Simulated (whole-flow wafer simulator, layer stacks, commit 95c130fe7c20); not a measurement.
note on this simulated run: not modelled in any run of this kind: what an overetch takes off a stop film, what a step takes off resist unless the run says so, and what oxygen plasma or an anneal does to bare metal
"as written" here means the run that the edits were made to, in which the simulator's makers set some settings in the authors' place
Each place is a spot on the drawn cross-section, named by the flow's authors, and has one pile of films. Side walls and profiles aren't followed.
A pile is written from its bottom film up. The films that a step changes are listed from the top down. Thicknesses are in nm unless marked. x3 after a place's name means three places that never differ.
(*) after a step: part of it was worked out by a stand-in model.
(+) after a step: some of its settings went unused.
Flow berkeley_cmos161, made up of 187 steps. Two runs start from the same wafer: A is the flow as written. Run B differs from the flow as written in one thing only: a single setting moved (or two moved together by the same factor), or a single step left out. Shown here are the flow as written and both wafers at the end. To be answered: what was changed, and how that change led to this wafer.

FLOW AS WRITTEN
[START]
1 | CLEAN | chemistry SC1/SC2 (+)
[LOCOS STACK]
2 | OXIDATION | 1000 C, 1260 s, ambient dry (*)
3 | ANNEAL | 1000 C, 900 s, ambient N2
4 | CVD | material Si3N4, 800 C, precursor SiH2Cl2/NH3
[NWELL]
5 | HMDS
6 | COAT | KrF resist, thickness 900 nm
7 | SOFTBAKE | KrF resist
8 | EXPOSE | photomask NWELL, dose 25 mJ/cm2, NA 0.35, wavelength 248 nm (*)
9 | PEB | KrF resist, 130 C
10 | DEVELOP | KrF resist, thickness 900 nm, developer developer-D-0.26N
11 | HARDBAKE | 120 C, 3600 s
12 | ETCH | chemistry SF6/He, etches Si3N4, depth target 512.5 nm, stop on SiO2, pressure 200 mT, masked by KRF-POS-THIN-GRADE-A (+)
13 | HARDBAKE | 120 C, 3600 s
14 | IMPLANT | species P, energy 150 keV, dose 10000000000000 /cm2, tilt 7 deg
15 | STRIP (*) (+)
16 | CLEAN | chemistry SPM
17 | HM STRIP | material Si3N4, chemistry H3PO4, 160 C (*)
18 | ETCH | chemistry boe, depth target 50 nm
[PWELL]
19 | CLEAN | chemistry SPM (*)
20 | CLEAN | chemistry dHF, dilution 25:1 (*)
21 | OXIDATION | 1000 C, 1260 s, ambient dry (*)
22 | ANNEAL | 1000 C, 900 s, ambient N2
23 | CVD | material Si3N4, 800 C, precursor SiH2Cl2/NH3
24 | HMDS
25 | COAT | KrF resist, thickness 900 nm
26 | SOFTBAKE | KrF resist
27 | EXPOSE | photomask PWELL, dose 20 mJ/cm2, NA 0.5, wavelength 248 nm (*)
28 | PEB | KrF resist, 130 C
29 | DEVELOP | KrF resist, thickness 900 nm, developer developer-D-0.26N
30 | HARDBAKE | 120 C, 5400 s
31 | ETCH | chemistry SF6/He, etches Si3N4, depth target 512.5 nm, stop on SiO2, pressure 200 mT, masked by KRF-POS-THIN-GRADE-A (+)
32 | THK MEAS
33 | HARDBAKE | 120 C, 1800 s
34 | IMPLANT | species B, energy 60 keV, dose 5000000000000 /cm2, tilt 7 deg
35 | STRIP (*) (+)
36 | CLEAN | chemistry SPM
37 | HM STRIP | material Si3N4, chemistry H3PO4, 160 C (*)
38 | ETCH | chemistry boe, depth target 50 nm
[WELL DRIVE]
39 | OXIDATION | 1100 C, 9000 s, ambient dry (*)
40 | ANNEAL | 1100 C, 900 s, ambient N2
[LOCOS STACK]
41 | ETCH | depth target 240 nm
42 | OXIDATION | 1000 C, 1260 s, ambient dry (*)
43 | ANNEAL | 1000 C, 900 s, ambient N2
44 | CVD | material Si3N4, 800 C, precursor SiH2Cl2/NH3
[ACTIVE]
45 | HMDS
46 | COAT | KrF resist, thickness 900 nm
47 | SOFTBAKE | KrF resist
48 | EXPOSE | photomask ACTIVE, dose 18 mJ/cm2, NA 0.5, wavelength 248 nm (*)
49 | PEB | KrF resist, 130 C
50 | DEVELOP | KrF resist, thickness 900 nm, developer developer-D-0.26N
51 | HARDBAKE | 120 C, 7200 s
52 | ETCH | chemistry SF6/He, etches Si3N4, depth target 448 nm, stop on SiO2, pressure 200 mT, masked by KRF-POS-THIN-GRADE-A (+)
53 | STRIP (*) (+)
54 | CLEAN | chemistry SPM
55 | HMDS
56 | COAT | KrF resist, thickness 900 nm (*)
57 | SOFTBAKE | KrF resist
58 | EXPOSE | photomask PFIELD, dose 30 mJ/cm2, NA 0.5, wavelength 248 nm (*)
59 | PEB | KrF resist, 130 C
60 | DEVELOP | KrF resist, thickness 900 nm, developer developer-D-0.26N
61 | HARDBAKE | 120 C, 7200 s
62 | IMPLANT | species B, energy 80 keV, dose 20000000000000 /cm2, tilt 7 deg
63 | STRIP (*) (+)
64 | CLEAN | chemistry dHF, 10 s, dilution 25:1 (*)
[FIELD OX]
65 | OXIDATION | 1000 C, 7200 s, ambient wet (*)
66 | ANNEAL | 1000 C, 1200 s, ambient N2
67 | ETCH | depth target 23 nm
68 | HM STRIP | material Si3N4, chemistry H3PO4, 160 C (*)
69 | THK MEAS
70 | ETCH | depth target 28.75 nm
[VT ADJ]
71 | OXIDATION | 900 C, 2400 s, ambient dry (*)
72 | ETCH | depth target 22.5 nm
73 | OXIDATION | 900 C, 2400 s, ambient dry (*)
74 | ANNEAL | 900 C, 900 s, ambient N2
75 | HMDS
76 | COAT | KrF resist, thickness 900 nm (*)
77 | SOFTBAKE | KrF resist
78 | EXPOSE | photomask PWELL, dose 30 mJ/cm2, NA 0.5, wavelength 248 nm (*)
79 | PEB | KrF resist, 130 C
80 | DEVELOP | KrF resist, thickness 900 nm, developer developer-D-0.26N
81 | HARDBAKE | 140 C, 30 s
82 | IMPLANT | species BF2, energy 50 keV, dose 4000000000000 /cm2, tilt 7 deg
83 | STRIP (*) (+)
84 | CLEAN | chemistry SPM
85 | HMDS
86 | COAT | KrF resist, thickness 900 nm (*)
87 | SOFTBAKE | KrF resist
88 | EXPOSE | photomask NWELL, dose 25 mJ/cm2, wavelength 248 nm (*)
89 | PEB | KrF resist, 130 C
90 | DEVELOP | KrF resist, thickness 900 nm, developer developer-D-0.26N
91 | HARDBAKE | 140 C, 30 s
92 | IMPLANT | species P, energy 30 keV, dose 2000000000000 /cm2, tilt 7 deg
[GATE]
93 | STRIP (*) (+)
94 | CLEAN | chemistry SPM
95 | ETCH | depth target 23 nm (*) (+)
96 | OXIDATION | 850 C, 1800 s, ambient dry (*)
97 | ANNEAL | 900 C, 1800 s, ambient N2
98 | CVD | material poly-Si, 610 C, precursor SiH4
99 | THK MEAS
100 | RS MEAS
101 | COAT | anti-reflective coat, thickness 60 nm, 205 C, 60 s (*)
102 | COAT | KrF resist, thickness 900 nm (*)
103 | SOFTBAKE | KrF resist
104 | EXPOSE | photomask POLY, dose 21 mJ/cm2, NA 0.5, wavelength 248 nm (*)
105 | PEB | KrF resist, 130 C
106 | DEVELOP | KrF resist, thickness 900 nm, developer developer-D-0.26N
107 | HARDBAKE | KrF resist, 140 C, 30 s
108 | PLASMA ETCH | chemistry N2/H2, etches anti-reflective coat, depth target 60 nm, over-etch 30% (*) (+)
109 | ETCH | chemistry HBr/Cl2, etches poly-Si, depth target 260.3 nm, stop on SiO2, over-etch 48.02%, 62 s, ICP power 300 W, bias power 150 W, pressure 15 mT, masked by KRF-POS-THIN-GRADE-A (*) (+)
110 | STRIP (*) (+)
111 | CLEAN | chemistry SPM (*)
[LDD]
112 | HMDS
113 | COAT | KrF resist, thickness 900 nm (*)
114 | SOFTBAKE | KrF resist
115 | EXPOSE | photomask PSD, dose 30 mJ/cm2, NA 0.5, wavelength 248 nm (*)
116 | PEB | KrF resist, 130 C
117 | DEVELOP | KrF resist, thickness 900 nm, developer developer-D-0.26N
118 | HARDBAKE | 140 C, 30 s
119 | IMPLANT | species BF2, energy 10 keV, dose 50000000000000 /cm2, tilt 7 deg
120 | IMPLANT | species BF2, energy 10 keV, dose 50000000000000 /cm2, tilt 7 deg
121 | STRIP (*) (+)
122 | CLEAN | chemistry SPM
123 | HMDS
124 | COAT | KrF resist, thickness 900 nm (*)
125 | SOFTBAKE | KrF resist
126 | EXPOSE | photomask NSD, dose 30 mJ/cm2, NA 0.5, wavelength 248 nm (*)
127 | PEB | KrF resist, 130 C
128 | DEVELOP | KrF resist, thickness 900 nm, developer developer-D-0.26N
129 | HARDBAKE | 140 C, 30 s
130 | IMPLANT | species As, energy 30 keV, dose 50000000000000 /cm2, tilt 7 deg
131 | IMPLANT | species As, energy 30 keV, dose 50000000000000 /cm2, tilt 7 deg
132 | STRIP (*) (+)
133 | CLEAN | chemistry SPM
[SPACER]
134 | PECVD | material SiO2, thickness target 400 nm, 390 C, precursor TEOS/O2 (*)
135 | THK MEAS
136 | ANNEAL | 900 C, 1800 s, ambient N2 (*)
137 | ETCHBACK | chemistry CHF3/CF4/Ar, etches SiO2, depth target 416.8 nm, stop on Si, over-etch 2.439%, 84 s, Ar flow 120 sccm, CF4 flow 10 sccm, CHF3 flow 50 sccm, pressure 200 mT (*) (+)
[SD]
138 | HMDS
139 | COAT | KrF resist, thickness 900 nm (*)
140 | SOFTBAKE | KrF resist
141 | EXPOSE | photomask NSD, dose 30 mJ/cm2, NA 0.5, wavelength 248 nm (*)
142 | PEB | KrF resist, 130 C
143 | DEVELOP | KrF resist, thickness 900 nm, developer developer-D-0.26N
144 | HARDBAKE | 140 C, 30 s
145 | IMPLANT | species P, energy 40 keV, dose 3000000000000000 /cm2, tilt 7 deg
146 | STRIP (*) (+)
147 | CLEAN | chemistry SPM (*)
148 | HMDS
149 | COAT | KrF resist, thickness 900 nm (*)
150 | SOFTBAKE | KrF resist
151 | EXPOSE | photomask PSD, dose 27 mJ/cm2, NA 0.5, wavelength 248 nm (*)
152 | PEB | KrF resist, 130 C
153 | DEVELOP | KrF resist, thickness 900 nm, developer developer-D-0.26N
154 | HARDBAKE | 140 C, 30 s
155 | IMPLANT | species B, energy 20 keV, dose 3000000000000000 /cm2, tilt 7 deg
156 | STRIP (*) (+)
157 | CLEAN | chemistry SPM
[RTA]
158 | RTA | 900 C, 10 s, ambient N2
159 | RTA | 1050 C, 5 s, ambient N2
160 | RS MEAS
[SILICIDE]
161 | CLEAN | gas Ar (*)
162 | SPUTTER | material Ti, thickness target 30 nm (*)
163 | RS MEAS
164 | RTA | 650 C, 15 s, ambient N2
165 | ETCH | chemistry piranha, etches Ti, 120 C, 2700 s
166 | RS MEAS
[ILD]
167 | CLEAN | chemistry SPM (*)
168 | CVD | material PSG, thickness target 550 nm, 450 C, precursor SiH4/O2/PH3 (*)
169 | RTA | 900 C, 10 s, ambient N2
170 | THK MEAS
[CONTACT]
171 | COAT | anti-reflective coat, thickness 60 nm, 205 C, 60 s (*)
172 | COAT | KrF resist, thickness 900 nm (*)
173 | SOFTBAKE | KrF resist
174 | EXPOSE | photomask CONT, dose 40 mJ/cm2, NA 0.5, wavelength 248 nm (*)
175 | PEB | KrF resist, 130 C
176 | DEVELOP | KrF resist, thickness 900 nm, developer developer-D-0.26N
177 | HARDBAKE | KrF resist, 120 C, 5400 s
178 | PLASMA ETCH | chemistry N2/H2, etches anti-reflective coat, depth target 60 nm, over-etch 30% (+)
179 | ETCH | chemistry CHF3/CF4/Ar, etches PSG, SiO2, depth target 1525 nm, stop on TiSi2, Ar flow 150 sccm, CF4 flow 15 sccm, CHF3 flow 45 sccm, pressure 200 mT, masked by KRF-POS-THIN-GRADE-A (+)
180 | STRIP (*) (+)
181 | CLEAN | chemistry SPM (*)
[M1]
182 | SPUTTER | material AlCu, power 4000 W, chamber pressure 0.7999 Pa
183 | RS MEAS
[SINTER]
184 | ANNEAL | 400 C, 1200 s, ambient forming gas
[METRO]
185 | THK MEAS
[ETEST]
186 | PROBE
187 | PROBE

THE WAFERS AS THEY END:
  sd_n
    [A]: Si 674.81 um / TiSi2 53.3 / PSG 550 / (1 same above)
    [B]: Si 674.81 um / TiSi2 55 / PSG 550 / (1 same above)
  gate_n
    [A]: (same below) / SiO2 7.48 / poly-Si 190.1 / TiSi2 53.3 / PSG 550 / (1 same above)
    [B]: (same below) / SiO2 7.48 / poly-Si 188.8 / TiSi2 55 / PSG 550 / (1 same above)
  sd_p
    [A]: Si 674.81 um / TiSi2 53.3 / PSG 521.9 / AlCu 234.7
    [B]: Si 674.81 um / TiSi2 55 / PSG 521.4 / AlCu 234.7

What caused this: step 164, RTA: 780 C was run, whereas the flow has 650 C.

How this came from the change, step by step:
  164 | RTA | 650 C, 15 s, ambient N2
      sd_n, sd_p, contact, m1: A Ti loses 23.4, TiSi first gains 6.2 (new film), TiSi2 C49 gains 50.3 (new film), Si loses 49 | B Ti loses 23.4, TiSi2 gains 56 (new film), Si loses 53.1
      gate_n, gate_p: A Ti loses 23.4, TiSi first gains 6.2 (new film), TiSi2 C49 gains 50.3 (new film), poly-Si loses 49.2 | B Ti loses 23.4, TiSi2 gains 56 (new film), poly-Si loses 53.3
  165 | ETCH | chemistry piranha, etches Ti, 120 C, 2700 s
      sd_n, gate_n, sd_p, gate_p, contact, m1: A Ti loses 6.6 (all of it), TiSi first loses 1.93 | B Ti loses 6.6 (all of it), TiSi2 loses 0.99
  169 | RTA | 900 C, 10 s, ambient N2
      sd_n, sd_p, contact, m1: A under 1 film: TiSi2 gains 53.3 (new film), TiSi first loses 4.27 (all of it), TiSi2 C49 loses 50.3 (all of it), Si loses 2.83 | B nothing
      gate_n, gate_p: A under 1 film: TiSi2 gains 53.3 (new film), TiSi first loses 4.27 (all of it), TiSi2 C49 loses 50.3 (all of it), poly-Si loses 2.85 | B nothing
